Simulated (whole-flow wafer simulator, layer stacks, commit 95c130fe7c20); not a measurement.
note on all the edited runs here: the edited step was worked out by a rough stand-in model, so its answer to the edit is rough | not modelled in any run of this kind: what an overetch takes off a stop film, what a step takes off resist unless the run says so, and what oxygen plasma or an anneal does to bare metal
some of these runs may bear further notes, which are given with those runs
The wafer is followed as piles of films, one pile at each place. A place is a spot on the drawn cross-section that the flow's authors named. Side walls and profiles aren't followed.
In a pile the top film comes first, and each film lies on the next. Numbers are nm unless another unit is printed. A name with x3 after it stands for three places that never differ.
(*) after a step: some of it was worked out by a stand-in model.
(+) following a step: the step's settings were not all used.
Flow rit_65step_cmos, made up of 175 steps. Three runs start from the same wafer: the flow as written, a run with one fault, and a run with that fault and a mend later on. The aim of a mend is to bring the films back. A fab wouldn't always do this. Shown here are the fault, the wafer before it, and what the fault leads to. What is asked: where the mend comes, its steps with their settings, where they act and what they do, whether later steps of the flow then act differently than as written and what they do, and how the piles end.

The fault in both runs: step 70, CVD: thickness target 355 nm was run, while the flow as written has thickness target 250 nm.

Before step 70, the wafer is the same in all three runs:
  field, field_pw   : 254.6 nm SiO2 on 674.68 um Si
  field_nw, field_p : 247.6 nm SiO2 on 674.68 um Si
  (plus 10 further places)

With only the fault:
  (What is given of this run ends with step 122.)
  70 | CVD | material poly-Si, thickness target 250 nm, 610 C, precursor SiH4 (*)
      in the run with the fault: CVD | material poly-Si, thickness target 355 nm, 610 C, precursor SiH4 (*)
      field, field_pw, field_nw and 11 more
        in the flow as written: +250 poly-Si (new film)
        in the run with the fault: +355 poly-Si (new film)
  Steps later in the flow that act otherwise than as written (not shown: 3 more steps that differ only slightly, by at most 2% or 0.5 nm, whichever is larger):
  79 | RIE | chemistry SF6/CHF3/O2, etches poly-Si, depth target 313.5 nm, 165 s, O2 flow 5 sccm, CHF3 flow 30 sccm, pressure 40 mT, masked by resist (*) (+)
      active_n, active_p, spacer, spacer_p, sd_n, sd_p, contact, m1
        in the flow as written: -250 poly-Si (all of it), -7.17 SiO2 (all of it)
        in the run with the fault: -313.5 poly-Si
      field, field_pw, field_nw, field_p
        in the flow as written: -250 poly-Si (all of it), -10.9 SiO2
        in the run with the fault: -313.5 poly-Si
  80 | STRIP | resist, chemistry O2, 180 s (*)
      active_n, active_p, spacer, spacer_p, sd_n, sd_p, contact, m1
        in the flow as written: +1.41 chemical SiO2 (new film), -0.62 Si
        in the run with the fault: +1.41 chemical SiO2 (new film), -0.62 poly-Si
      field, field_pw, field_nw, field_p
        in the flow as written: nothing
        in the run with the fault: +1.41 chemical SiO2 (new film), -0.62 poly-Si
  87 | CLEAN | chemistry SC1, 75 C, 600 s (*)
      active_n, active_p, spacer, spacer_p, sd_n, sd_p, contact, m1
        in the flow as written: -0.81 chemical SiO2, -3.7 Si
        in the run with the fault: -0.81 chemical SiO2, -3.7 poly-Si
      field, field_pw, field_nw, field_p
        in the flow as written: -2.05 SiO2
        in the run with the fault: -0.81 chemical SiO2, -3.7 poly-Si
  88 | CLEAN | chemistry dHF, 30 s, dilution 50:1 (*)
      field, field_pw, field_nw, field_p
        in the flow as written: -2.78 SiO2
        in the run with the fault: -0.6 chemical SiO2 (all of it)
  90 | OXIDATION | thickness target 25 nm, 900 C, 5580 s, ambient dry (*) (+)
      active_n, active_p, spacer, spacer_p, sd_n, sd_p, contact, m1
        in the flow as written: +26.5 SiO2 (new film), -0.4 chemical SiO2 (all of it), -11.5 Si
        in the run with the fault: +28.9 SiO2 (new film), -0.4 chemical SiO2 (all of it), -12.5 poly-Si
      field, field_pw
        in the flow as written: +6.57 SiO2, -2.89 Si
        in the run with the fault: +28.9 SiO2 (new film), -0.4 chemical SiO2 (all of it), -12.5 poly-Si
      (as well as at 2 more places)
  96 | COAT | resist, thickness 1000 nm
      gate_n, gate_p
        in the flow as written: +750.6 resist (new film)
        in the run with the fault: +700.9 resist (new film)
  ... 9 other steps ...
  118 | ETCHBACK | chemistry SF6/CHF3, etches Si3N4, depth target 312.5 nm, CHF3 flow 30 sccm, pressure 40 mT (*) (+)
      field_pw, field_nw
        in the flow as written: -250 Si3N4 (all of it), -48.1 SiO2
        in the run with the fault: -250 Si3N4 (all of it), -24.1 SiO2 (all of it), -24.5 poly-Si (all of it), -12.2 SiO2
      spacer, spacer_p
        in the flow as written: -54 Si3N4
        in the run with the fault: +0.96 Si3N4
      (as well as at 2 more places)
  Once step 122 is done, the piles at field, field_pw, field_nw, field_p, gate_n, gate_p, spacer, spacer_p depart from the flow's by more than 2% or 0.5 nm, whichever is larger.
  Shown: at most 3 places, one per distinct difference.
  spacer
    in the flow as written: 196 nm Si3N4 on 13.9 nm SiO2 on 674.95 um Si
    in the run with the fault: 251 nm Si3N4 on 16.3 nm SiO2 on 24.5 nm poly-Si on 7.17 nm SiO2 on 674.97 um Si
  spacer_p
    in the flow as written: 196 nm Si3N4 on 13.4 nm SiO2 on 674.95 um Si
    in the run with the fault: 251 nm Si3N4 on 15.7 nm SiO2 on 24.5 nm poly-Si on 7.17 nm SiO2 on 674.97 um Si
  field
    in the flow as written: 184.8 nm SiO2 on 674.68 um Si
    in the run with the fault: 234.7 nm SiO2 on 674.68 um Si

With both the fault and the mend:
  After step 71 comes the mend.
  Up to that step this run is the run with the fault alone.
  71a | ETCH | chemistry tmah, depth target 408.2 nm
      field, field_pw, field_nw and 11 more
        -355 poly-Si (all of it)
  71b | CLEAN | chemistry SC2, 75 C, 600 s (the flow's step 66 again)
      alters no film at any place that is followed
  71c | CVD | material poly-Si, thickness target 250 nm, 610 C, precursor SiH4 (*) (the flow's step 70 again)
      field, field_pw, field_nw and 11 more
        +250 poly-Si (new film)
  Every later step of the flow that is run acts as written at every place that is followed.
  At every place that both follow, the piles at the end match the flow's.
